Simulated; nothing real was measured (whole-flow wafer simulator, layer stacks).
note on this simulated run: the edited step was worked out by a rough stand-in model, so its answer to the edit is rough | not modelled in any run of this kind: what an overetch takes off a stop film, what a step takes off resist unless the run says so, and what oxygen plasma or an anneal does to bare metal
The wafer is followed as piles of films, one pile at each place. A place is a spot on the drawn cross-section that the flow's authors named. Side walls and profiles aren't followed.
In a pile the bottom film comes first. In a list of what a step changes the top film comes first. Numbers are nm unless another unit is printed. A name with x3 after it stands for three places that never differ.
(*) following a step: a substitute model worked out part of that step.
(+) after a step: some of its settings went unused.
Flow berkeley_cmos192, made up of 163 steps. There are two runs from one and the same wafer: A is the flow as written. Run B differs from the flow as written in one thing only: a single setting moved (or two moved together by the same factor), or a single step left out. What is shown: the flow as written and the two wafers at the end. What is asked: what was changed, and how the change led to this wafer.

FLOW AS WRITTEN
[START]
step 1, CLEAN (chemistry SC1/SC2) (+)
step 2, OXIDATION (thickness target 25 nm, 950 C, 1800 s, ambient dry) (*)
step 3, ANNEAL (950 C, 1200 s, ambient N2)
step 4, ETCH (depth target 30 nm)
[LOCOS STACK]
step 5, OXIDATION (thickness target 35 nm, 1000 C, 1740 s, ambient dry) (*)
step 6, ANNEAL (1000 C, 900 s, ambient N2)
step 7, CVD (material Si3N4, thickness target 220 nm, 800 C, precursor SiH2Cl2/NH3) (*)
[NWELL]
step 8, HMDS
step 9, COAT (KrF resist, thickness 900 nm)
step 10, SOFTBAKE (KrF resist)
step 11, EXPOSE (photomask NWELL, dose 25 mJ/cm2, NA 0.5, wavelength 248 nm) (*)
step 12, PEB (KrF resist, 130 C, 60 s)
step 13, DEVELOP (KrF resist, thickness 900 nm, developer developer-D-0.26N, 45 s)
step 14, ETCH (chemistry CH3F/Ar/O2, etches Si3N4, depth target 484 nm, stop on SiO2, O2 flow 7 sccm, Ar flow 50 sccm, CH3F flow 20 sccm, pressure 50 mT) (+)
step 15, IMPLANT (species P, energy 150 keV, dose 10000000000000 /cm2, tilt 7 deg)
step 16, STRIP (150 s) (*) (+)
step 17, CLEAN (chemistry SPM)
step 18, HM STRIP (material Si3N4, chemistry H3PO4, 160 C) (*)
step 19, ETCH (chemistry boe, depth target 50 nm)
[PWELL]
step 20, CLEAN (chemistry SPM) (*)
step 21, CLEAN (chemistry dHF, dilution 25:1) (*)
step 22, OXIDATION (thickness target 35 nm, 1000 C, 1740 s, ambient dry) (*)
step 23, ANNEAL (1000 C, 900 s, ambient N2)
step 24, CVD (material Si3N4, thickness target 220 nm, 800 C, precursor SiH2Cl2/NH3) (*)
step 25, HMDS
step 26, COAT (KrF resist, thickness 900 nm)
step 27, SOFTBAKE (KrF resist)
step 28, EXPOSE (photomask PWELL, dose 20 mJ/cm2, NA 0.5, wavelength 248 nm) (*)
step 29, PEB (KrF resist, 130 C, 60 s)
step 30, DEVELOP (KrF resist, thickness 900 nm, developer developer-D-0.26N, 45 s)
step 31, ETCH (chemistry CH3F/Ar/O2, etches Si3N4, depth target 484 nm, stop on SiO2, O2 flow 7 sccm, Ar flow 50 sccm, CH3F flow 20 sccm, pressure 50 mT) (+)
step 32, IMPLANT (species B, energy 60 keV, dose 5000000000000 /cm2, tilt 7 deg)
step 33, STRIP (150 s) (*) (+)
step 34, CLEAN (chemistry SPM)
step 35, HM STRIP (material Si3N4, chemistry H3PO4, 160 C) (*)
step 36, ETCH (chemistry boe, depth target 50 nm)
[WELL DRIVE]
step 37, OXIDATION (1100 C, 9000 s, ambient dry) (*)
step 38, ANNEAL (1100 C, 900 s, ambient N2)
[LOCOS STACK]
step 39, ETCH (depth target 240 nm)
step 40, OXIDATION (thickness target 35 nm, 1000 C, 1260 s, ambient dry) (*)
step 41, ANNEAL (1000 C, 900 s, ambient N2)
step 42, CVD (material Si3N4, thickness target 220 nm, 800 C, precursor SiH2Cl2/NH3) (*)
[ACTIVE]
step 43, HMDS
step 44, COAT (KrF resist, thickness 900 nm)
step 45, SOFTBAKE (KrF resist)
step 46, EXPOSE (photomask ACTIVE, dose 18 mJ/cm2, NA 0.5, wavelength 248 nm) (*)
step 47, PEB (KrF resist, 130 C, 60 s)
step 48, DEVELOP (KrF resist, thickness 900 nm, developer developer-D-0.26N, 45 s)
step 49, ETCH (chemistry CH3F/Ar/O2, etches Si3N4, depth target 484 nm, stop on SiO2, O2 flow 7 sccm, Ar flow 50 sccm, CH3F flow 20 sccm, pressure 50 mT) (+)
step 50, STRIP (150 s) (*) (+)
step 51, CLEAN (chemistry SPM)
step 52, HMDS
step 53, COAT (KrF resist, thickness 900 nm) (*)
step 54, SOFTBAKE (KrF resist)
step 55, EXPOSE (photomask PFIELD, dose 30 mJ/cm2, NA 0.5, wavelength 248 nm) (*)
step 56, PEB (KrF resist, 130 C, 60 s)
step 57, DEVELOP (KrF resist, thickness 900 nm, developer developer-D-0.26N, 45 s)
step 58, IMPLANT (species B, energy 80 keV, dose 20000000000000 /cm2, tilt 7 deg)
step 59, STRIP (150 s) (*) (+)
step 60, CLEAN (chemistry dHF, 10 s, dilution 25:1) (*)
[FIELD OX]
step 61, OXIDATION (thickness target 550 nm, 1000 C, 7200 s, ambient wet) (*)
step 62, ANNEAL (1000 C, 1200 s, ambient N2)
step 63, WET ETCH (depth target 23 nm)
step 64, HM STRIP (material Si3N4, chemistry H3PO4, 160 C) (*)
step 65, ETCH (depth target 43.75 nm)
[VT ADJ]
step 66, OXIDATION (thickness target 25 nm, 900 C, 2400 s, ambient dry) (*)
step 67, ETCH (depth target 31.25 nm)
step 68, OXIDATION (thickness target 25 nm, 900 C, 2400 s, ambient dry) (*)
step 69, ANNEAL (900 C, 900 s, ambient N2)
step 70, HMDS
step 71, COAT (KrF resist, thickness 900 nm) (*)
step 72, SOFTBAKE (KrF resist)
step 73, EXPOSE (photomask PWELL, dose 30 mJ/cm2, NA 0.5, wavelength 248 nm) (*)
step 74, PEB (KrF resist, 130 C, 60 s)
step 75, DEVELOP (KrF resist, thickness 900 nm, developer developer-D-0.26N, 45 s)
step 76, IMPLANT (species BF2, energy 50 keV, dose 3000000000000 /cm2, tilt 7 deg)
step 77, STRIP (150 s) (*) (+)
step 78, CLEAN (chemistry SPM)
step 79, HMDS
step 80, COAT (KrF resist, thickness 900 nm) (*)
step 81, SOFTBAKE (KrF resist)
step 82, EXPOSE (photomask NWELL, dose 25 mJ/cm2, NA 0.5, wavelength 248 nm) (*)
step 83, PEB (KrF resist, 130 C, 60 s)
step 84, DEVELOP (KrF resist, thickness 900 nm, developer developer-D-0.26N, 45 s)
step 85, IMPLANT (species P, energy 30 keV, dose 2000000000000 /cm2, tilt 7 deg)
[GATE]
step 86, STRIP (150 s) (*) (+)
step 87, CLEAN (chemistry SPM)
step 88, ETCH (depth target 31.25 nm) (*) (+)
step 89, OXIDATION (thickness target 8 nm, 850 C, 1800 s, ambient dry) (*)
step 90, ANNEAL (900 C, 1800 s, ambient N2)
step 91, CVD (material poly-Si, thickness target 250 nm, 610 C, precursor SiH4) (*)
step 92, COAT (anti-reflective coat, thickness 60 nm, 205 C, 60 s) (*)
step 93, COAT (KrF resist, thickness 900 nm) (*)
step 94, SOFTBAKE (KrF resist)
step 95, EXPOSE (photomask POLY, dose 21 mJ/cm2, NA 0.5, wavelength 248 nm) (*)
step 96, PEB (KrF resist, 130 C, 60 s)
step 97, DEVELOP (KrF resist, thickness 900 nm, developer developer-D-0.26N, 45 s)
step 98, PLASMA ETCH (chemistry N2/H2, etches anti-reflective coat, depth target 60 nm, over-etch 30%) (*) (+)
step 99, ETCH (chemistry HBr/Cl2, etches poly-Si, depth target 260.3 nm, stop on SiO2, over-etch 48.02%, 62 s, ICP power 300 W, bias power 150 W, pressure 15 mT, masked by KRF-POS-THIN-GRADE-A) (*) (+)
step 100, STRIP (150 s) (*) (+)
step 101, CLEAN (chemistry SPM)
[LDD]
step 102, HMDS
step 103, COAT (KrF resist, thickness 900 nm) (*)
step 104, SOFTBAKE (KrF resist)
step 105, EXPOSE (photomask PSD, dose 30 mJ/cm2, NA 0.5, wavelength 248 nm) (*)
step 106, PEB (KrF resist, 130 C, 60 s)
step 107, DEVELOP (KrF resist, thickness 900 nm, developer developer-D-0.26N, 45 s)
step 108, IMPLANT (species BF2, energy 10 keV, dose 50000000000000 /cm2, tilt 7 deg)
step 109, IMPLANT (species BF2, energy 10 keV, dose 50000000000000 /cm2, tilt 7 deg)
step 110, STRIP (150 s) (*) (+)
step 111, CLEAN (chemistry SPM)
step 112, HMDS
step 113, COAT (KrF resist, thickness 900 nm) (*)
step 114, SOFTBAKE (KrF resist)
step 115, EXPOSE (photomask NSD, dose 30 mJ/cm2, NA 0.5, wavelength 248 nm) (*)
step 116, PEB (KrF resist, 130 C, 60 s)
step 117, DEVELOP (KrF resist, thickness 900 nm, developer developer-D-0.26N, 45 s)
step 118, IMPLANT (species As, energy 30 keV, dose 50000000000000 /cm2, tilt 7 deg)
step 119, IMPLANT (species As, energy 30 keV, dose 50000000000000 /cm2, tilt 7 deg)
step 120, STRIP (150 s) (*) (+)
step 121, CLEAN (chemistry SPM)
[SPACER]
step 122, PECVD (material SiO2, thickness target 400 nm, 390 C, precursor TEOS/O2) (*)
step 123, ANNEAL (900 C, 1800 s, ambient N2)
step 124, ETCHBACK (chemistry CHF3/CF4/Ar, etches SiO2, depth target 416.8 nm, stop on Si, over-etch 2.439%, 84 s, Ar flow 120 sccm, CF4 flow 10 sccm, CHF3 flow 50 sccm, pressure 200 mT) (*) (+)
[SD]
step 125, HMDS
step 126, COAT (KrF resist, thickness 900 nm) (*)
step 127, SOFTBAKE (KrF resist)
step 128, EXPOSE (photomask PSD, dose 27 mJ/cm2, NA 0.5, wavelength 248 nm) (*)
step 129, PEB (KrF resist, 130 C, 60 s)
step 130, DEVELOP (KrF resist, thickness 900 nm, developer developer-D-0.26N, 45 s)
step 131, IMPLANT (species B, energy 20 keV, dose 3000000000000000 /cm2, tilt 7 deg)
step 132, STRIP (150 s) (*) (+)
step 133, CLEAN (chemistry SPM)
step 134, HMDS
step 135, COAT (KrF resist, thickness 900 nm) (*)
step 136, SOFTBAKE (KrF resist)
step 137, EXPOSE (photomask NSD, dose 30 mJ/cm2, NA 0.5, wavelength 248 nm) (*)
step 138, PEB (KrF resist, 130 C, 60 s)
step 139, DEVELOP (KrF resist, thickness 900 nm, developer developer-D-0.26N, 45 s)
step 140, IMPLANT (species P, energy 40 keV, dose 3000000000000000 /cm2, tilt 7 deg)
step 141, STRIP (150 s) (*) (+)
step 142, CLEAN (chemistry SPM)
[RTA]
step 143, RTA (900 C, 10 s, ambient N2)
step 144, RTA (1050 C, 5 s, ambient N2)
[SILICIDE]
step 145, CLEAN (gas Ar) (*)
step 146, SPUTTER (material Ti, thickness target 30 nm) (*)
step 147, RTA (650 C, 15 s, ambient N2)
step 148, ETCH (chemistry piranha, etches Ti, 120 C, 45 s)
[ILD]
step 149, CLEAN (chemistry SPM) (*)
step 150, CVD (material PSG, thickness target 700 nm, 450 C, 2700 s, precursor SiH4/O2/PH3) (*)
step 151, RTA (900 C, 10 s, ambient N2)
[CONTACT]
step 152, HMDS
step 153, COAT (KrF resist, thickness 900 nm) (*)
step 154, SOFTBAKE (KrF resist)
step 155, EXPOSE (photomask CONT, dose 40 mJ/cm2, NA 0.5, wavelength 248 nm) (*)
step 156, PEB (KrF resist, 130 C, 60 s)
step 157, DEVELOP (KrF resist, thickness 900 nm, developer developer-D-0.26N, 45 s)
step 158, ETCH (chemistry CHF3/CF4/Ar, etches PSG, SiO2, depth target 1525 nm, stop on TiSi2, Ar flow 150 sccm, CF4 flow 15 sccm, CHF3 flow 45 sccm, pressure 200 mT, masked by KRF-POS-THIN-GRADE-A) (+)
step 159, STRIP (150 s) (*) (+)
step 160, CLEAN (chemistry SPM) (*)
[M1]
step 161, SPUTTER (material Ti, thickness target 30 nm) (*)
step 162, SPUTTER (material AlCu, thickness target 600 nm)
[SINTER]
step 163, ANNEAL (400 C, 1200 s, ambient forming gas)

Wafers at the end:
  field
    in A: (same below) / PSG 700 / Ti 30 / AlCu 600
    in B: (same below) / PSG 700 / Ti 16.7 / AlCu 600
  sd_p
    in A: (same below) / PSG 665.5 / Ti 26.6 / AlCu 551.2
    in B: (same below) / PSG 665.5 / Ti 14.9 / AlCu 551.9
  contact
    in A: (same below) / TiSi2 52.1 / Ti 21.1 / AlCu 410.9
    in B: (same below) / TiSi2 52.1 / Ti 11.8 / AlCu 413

The reason: step 161, SPUTTER: thickness target 16.74 nm was run, though the flow has thickness target 30 nm.
One can read it off the wafer: field has Ti 16.7, and step 161 as written asks for 30 nm.

The path from the change to this, step by step:
  step 161, SPUTTER (material Ti, thickness target 30 nm) (*)
      field, sd_n, spacer_n, gate, spacer_p, gate_p, m1: A Ti gains 30 (new film) | B Ti gains 16.7 (new film)
      sd_p: A Ti gains 26.6 (new film) | B Ti gains 14.9 (new film)
      (also at 1 further place)
